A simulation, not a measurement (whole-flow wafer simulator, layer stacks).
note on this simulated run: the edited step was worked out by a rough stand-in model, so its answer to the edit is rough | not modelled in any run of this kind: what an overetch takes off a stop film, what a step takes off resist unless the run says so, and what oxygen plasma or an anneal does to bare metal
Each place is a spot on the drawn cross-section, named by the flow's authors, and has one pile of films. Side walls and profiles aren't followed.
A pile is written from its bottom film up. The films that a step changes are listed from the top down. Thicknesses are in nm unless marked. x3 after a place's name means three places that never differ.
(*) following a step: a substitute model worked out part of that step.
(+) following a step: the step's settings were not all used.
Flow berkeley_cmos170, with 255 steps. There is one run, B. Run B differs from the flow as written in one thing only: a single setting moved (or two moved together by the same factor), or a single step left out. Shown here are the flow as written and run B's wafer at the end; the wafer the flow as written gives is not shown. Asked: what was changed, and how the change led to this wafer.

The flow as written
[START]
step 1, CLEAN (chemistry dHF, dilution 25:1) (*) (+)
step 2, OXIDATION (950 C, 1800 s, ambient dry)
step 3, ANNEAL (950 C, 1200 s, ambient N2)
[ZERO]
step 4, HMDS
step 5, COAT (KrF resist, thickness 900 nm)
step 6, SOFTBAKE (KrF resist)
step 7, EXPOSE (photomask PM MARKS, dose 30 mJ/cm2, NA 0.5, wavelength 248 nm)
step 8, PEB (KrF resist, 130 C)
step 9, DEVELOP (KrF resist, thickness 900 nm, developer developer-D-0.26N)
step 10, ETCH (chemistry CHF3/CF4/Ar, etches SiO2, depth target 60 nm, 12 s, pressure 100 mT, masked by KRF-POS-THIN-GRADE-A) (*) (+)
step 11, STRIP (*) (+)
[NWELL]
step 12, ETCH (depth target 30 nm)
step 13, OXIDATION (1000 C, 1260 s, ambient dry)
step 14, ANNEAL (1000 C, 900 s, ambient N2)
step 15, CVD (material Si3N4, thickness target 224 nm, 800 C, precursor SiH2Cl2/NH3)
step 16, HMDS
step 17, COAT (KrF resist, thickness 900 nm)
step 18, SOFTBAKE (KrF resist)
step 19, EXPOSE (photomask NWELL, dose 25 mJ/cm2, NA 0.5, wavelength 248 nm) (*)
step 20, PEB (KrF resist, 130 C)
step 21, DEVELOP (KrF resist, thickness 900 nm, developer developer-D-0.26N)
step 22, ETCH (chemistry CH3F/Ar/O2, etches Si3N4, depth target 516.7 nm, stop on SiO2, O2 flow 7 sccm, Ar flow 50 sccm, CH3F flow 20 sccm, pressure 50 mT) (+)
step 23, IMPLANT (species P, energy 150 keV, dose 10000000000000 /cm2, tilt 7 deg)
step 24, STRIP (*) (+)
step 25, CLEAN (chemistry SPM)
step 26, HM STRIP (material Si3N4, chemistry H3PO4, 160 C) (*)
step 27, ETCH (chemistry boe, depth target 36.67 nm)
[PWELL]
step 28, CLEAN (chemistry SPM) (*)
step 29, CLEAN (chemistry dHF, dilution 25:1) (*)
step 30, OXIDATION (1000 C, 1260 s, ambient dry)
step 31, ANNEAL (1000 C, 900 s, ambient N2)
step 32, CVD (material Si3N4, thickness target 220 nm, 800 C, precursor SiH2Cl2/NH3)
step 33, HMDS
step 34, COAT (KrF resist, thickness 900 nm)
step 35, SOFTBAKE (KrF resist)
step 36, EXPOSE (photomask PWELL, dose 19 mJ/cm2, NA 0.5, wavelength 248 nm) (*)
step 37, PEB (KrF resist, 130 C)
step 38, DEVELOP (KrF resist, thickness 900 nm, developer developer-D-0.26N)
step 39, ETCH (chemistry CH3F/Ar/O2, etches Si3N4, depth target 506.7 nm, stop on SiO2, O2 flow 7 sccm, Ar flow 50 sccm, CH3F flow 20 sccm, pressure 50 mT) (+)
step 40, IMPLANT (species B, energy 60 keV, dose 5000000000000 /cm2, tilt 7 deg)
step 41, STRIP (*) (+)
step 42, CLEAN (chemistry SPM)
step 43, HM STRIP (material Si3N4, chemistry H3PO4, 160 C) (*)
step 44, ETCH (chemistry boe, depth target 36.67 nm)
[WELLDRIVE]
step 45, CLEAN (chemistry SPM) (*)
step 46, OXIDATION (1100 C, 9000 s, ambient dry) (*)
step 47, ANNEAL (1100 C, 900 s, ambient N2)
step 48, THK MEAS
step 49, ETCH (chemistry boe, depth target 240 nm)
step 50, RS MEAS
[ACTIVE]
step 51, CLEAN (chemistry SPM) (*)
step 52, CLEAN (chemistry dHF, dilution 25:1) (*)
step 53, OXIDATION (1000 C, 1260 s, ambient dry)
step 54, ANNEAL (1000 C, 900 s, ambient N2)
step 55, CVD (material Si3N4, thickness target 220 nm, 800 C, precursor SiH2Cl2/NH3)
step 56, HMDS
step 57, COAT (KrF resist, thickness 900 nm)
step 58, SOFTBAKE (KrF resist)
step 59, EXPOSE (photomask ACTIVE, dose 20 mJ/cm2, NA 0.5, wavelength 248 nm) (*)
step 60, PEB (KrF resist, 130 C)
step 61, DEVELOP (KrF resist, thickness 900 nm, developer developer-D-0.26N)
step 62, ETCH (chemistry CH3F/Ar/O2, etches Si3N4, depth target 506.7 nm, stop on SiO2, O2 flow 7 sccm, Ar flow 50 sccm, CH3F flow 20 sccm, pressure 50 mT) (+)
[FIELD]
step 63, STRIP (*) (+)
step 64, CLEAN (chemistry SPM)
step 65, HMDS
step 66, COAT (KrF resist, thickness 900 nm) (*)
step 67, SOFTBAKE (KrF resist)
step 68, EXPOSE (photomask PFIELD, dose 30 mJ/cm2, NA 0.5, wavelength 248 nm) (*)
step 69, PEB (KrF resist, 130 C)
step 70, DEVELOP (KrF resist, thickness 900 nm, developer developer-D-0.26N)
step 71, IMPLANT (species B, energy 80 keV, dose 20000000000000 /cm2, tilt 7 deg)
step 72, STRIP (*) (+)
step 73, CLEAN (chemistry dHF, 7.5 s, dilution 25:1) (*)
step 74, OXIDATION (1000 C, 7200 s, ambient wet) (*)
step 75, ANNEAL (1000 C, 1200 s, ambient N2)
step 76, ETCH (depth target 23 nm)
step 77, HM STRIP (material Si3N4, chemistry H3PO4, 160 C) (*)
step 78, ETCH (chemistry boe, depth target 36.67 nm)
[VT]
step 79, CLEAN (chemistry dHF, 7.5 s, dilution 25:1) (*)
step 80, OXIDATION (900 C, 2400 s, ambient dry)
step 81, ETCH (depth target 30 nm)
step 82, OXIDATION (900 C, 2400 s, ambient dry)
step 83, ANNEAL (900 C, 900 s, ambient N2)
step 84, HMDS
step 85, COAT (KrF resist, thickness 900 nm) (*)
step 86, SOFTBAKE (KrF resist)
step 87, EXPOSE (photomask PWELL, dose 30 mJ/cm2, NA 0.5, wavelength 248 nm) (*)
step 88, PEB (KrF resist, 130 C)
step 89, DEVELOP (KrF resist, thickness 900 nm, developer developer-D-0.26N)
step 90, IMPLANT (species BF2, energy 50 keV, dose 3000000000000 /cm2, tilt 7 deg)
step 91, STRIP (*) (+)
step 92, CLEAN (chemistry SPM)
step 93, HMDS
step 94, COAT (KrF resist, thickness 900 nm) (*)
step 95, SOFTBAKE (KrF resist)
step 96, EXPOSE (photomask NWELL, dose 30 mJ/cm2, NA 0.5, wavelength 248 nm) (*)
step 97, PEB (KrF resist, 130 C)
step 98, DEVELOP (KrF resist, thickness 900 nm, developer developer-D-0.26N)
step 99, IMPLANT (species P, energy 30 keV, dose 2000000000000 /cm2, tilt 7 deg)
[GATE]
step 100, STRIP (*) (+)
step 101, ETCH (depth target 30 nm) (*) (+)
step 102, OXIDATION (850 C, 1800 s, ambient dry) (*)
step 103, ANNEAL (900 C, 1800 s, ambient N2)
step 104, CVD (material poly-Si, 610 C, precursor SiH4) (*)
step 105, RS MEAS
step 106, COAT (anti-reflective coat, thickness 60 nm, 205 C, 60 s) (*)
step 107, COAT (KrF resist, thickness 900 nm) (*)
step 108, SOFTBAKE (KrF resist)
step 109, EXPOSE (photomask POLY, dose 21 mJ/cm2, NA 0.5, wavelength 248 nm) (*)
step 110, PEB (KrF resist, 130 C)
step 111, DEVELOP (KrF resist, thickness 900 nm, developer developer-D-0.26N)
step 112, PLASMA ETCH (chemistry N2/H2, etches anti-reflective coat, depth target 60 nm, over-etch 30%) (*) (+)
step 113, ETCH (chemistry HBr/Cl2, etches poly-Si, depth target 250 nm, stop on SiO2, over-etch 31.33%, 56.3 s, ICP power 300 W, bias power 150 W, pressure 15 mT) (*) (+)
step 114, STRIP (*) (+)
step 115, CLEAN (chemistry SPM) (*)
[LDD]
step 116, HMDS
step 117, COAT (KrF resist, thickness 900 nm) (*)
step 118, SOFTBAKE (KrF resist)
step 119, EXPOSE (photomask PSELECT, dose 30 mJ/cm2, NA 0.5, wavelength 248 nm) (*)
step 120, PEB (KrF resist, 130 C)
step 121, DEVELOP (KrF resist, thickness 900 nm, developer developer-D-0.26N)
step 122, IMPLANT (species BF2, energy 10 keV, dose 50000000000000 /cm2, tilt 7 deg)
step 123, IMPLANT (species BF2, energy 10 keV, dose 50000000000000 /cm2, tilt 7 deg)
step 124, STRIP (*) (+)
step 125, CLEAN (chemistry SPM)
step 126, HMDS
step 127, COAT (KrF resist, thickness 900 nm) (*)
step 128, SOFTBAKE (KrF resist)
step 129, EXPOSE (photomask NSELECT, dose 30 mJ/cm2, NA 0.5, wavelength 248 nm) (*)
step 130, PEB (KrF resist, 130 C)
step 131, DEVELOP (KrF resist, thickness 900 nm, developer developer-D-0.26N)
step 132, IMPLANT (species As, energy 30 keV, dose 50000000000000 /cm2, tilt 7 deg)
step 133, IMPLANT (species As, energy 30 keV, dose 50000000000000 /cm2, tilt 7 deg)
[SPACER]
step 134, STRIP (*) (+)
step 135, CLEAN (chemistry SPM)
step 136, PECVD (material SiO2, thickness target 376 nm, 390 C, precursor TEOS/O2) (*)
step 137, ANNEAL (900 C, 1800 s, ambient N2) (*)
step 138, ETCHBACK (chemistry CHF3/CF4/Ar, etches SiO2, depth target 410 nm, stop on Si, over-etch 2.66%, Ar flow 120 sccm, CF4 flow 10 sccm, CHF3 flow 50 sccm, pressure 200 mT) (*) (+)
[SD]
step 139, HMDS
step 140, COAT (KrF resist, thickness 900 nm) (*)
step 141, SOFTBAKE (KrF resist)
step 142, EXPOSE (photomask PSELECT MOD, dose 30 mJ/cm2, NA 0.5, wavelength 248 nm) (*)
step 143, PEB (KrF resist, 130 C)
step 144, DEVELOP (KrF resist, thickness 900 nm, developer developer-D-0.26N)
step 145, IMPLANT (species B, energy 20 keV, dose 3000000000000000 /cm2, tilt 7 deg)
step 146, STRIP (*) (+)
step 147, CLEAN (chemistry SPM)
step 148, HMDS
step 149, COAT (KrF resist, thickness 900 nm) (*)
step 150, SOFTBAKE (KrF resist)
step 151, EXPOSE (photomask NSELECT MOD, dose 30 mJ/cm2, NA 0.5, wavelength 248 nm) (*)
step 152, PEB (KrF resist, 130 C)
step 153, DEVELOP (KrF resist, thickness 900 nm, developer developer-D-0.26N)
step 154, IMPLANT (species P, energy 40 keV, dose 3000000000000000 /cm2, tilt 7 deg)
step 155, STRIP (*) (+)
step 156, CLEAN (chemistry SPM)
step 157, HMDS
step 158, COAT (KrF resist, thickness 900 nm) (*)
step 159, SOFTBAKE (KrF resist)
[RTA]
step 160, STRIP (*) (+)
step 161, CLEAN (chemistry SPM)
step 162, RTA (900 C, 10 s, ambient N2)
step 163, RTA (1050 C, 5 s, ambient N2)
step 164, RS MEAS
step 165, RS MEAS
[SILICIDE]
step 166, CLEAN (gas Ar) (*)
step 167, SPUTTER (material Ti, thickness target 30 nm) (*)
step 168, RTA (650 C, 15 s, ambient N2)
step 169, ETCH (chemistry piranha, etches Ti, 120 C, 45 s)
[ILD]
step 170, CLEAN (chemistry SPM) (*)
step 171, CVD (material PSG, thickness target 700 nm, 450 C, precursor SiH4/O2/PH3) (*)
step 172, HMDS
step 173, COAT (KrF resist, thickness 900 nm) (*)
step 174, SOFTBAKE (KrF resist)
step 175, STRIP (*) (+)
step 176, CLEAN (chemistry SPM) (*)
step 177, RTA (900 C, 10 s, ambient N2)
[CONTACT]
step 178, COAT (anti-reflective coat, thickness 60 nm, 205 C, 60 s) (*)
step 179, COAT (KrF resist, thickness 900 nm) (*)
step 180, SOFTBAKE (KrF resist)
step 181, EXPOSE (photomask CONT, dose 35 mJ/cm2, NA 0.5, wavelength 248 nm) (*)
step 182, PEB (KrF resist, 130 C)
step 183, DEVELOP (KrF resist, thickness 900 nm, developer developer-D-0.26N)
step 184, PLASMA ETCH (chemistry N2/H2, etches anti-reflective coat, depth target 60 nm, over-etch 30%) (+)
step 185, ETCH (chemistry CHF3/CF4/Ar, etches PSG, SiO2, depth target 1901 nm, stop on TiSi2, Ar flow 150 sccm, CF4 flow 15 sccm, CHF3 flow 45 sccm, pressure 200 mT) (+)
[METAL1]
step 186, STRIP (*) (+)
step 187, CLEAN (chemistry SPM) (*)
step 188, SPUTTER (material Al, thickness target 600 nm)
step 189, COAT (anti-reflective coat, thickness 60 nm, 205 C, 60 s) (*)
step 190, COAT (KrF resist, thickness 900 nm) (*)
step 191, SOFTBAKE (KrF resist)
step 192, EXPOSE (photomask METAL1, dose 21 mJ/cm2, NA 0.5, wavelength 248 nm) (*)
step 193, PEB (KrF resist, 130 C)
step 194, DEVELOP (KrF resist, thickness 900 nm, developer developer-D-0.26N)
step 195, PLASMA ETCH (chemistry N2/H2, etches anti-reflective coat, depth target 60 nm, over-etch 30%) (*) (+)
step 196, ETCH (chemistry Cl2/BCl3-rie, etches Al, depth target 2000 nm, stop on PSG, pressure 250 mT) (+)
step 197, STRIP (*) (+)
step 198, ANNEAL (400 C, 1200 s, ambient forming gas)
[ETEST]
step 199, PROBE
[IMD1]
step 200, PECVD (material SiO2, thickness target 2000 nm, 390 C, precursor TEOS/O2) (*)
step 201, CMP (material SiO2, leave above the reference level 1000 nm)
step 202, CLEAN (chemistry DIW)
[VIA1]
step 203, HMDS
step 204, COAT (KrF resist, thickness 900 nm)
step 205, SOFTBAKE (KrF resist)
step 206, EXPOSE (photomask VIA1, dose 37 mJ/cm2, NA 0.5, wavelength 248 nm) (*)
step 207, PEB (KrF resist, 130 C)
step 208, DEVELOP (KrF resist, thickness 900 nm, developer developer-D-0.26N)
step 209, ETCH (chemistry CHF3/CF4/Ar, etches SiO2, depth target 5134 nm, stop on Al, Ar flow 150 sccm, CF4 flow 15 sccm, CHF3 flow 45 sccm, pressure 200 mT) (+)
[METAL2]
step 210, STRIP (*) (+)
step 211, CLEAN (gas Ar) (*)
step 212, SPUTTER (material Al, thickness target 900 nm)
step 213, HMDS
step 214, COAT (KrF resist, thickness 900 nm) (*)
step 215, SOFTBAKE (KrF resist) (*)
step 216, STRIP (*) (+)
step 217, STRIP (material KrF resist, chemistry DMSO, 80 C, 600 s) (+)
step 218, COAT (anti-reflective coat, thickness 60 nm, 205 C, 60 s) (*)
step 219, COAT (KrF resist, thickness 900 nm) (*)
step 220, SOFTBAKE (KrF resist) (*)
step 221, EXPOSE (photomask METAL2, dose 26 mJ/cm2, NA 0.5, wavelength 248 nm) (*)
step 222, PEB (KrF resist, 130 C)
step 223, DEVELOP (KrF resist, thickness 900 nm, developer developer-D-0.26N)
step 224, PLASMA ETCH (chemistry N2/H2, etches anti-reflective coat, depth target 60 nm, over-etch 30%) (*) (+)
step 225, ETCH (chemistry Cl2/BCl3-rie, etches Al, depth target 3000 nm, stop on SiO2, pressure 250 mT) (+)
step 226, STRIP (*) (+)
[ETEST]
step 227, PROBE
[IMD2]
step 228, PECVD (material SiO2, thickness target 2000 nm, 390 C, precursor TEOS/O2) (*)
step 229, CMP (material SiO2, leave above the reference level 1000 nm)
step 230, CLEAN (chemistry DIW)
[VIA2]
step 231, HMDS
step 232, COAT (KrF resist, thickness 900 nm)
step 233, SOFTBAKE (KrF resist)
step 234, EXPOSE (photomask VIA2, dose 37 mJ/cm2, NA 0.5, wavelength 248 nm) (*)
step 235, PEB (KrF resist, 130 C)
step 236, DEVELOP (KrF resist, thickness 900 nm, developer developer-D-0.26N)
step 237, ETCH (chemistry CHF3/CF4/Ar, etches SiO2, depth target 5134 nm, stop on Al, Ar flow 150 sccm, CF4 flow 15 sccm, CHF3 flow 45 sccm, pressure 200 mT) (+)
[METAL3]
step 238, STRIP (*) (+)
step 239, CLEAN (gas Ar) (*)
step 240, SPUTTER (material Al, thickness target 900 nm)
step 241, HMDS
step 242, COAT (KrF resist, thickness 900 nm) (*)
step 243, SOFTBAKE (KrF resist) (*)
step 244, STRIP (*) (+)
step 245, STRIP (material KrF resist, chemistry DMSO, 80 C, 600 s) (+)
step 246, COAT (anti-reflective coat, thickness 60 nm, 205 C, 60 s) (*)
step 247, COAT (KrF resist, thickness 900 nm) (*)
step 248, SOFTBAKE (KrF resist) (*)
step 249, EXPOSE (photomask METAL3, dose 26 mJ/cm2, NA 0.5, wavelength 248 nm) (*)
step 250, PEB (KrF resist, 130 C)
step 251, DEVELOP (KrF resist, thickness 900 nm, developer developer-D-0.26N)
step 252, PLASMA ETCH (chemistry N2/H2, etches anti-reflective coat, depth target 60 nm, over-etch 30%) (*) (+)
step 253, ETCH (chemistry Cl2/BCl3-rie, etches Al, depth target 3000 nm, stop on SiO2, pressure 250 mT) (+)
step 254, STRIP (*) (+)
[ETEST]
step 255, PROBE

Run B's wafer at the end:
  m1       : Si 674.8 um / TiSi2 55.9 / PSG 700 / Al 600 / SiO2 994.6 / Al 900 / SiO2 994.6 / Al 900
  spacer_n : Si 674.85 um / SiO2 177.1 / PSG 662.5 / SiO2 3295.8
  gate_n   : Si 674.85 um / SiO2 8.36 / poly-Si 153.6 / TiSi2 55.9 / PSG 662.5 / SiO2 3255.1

The reason: step 102, OXIDATION: 2160 s was run, though the flow has 1800 s.

How this came from the change, step by step:
  step 102, OXIDATION (850 C, 1800 s, ambient dry) (*)
      sd_n, spacer_n, gate_n and 8 more: +8.36 SiO2 (new film), -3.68 Si (as written it would have been: +7.48 SiO2 (new film), -3.29 Si)
